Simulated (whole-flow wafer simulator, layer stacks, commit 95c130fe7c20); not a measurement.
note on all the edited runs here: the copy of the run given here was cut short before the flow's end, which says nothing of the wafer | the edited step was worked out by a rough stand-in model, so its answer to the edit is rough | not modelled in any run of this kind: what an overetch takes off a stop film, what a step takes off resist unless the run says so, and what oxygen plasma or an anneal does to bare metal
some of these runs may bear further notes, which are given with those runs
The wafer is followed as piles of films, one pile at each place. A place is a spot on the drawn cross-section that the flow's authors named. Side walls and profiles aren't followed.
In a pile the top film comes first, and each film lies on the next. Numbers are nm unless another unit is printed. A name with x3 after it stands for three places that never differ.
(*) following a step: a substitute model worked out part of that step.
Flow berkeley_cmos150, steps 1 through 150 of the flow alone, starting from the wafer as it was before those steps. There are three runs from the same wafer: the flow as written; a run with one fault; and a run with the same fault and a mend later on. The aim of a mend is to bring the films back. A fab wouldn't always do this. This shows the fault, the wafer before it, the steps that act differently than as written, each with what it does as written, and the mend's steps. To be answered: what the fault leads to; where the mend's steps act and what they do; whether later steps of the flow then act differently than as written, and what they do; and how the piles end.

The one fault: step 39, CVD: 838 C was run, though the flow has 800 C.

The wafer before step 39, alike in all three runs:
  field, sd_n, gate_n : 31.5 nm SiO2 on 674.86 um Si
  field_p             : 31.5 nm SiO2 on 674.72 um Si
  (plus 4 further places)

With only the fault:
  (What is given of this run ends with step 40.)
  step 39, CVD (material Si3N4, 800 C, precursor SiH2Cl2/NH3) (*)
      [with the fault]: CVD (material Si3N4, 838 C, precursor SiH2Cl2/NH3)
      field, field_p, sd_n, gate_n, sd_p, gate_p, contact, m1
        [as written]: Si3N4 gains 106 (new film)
        [with the fault]: Si3N4 gains 144.5 (new film)
  None of the later steps of the flow up to step 40 acts differently than as written at any place that is followed.
  The piles after step 40 differ from the flow's at field, field_p, sd_n, gate_n, sd_p, gate_p, contact, m1 by more than 2% or 0.5 nm, whichever is larger.
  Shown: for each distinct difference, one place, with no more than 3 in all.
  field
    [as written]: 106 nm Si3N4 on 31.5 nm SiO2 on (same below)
    [with the fault]: 144.5 nm Si3N4 on 31.5 nm SiO2 on (same below)

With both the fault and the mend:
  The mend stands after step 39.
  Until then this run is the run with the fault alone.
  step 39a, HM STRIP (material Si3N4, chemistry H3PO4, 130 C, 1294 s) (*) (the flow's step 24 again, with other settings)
      field, field_p, sd_n, gate_n, sd_p, gate_p, contact, m1
        Si3N4 loses 38.4
  None of the later steps of the flow differs from how it acts as written, at any place that is followed, by more than 2% or 0.5 nm, whichever is larger.
  At every place that both follow, the piles at the end match the flow's.
